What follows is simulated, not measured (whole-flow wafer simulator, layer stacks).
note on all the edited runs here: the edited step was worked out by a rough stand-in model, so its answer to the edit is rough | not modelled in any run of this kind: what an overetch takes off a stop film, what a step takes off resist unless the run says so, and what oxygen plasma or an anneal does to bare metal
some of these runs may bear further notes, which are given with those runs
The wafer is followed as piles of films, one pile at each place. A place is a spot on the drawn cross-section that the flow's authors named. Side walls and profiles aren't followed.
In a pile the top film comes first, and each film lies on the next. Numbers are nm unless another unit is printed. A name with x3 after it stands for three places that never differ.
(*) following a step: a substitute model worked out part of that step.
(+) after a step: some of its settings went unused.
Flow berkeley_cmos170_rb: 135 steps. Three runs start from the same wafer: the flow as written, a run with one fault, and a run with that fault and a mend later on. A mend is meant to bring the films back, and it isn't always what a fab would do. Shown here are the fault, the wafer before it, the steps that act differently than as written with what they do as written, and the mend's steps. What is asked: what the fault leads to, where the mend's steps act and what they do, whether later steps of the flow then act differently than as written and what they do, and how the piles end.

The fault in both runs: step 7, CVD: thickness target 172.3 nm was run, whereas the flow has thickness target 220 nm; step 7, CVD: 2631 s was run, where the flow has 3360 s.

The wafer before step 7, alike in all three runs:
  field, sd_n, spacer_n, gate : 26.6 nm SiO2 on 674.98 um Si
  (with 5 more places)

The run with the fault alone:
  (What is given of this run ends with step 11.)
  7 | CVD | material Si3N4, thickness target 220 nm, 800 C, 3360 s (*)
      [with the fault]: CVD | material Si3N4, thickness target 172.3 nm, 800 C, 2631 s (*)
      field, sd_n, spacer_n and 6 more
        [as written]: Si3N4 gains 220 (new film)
        [with the fault]: Si3N4 gains 172.3 (new film)
  Every later step of the flow up to step 11 that is run acts as written at every place that is followed.
  The piles after step 11 differ from the flow's at field, sd_n, spacer_n and 6 more by more than 2% or 0.5 nm, whichever is larger.
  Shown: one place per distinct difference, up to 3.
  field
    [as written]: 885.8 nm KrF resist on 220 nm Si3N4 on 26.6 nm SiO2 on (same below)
    [with the fault]: 885.8 nm KrF resist on 172.3 nm Si3N4 on 26.6 nm SiO2 on (same below)
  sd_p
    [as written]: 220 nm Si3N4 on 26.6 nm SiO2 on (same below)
    [with the fault]: 172.3 nm Si3N4 on 26.6 nm SiO2 on (same below)

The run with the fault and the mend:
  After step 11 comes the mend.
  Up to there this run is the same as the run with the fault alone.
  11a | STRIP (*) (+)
      field, sd_n, spacer_n, gate, contact, m1
        KrF resist loses 885.8 (all of it)
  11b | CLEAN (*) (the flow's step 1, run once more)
      alters no film at any place that is followed
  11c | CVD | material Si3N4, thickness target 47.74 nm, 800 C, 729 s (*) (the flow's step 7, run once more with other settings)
      field, sd_n, spacer_n and 6 more
        Si3N4 gains 47.7
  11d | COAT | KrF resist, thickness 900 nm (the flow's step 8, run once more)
      field, sd_n, spacer_n and 6 more
        KrF resist gains 900 (new film)
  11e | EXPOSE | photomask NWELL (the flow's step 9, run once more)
      alters no film at any place that is followed
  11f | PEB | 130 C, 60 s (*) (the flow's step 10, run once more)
      alters no film at any place that is followed
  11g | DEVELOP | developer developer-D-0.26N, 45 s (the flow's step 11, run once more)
      field, sd_n, spacer_n, gate, contact, m1
        KrF resist loses 14.2
      sd_p, spacer_p, gate_p
        KrF resist loses 900 (all of it)
  Every later step of the flow that is run acts as written, at every place that is followed, to within 2% or 0.5 nm, whichever is larger.
  By the end, the piles equal the flow's at every place that both follow.
